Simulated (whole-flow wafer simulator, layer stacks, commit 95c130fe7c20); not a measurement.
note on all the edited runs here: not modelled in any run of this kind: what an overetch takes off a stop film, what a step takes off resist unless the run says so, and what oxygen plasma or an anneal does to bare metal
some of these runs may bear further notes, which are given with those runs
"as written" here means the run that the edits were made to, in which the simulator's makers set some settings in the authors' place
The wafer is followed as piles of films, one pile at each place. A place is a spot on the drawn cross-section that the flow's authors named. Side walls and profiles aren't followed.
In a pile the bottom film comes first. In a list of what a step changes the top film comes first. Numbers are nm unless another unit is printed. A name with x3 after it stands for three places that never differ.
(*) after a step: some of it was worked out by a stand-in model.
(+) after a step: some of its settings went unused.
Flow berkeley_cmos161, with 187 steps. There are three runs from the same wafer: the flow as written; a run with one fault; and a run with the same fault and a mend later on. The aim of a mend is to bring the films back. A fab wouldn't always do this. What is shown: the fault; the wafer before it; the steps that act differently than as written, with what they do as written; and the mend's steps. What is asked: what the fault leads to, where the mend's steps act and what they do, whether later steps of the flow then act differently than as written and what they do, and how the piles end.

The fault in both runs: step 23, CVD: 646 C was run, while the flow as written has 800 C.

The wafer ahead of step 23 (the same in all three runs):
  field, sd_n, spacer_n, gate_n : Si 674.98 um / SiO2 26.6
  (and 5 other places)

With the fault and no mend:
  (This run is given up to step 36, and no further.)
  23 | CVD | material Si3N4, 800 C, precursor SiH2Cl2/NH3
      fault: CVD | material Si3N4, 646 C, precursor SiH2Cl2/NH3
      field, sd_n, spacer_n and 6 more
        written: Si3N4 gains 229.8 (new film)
        fault: Si3N4 gains 13.3 (new film)
  Later steps of the flow acting differently than as written (1 more step, not shown, differs only slightly: by at most 2% or 0.5 nm, whichever is larger):
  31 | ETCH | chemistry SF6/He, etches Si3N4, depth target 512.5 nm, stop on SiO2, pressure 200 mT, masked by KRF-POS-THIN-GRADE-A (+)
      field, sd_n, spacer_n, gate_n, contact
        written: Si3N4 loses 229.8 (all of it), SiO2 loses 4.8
        fault: Si3N4 loses 13.3 (all of it), SiO2 loses 4.8
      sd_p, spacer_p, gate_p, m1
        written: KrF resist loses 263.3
        fault: KrF resist loses 28
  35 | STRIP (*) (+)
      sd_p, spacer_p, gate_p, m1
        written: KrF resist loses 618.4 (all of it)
        fault: KrF resist loses 853.6 (all of it)
  The piles after step 36 differ from the flow's at sd_p, spacer_p, gate_p, m1 by more than 2% or 0.5 nm, whichever is larger.
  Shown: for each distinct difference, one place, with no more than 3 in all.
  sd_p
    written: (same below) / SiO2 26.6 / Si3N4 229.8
    fault: (same below) / SiO2 26.6 / Si3N4 13.3

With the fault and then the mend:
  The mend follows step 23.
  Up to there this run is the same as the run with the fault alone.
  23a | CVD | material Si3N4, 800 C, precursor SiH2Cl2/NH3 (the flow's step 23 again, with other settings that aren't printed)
      field, sd_n, spacer_n and 6 more
        Si3N4 gains 216.5
  None of the later steps of the flow differs from how it acts as written, at any place that is followed, by more than 2% or 0.5 nm, whichever is larger.
  At every place that both follow, the piles at the end match the flow's.
